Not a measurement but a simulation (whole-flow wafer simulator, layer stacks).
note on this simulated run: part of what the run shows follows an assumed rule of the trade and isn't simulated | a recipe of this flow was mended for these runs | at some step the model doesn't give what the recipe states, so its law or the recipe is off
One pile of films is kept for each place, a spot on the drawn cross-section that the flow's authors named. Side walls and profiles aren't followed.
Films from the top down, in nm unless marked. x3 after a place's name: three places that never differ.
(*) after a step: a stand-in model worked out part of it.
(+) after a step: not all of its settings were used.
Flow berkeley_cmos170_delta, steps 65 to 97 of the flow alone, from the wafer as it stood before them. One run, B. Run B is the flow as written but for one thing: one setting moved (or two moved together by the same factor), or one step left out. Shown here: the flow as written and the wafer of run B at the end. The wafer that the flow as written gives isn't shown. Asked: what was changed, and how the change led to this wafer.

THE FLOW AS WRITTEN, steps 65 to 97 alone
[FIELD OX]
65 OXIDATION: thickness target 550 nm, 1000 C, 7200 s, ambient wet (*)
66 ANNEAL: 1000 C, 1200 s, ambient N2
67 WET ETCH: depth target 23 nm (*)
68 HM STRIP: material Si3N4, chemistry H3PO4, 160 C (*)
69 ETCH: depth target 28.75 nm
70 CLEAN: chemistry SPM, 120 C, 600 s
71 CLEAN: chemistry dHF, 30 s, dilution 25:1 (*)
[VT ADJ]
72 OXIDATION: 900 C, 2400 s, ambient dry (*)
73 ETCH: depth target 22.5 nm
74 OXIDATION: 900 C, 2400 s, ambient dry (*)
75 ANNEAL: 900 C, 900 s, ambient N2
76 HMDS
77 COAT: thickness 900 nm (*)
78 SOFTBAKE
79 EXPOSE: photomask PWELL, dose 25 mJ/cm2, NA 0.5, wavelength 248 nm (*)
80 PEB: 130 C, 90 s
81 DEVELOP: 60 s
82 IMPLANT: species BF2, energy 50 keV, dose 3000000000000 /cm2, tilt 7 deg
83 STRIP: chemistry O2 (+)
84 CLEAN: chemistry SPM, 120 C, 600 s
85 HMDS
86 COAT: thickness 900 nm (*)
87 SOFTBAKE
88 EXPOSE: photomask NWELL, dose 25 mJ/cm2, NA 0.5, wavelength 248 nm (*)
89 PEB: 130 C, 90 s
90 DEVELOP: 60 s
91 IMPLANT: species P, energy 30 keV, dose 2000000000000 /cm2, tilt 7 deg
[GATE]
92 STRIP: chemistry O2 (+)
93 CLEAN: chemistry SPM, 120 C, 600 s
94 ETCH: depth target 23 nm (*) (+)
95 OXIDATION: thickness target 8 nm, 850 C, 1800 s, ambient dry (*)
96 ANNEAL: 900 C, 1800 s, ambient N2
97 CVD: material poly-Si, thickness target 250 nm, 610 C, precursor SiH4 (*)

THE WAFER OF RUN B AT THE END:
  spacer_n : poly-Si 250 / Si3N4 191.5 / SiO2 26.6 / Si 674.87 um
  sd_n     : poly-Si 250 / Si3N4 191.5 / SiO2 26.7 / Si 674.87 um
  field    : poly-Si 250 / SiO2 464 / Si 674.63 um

The cause: step 68, HM STRIP: material Si3N4, chemistry H3PO4, 160 C (*), was left out.

How the change led to this, step by step:
  69 ETCH: depth target 28.75 nm
      spacer_n, gate, spacer_p, gate_p, contact, m1: Si3N4 -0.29 (as written it would be: SiO2 -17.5 (all of it))
      sd_n, sd_p: Si3N4 -0.29 (as written it would be: SiO2 -17.6 (all of it))
  70 CLEAN: chemistry SPM, 120 C, 600 s
      sd_n, spacer_n, gate, sd_p, spacer_p, gate_p, contact, m1: nothing (as written it would be: chemical SiO2 +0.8 (new film), Si -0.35)
  71 CLEAN: chemistry dHF, 30 s, dilution 25:1 (*)
      sd_n, spacer_n, gate, sd_p, spacer_p, gate_p, contact, m1: Si3N4 -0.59 (as written it would be: chemical SiO2 -0.8 (all of it))
  72 OXIDATION: 900 C, 2400 s, ambient dry (*)
      sd_n, spacer_n, gate, sd_p, spacer_p, gate_p, contact, m1: nothing (as written it would be: SiO2 +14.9 (new film), Si -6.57)
  73 ETCH: depth target 22.5 nm
      sd_n, spacer_n, gate, sd_p, spacer_p, gate_p, contact, m1: Si3N4 -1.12 (as written it would be: SiO2 -14.9 (all of it))
  74 OXIDATION: 900 C, 2400 s, ambient dry (*)
      sd_n, spacer_n, gate, sd_p, spacer_p, gate_p, contact, m1: nothing (as written it would be: SiO2 +14.9 (new film), Si -6.57)
  77 COAT: thickness 900 nm (*)
      field: KrF-resist +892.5 (new film) (as written it would be: KrF-resist +839.2 (new film))
      sd_n: KrF-resist +914.1 (new film) (as written it would be: KrF-resist +1019.4 (new film))
      (and at 7 more places)
  81 DEVELOP: 60 s
      field: KrF-resist -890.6 (all of it) (as written it would be: KrF-resist -837.4 (all of it))
      sd_n: KrF-resist -912.1 (all of it) (as written it would be: KrF-resist -1017.1 (all of it))
      (and at 4 more places)
  83 STRIP: chemistry O2 (+)
      sd_p: KrF-resist -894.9 (all of it) (as written it would be: KrF-resist -981.2 (all of it))
      spacer_p: KrF-resist -892.9 (all of it) (as written it would be: KrF-resist -961.3 (all of it))
      (and at 1 more place)
  86 COAT: thickness 900 nm (*)
      field: KrF-resist +892.5 (new film) (as written it would be: KrF-resist +839.2 (new film))
      sd_n: KrF-resist +914.1 (new film) (as written it would be: KrF-resist +1019.4 (new film))
      (and at 7 more places)
  90 DEVELOP: 60 s
      sd_p: KrF-resist -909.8 (all of it) (as written it would be: KrF-resist -996.1 (all of it))
      spacer_p: KrF-resist -907.8 (all of it) (as written it would be: KrF-resist -976.3 (all of it))
      (and at 1 more place)
  92 STRIP: chemistry O2 (+)
      field: KrF-resist -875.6 (all of it) (as written it would be: KrF-resist -822.4 (all of it))
      sd_n: KrF-resist -897.2 (all of it) (as written it would be: KrF-resist -1002.2 (all of it))
      (and at 4 more places)
  94 ETCH: depth target 23 nm (*) (+)
      sd_n, spacer_n, gate, sd_p, spacer_p, gate_p, contact, m1: Si3N4 -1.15 (as written it would be: SiO2 -14.9 (all of it))
  95 OXIDATION: thickness target 8 nm, 850 C, 1800 s, ambient dry (*)
      sd_n, spacer_n, gate, sd_p, spacer_p, gate_p, contact, m1: nothing (as written it would be: SiO2 +7.48 (new film), Si -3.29)
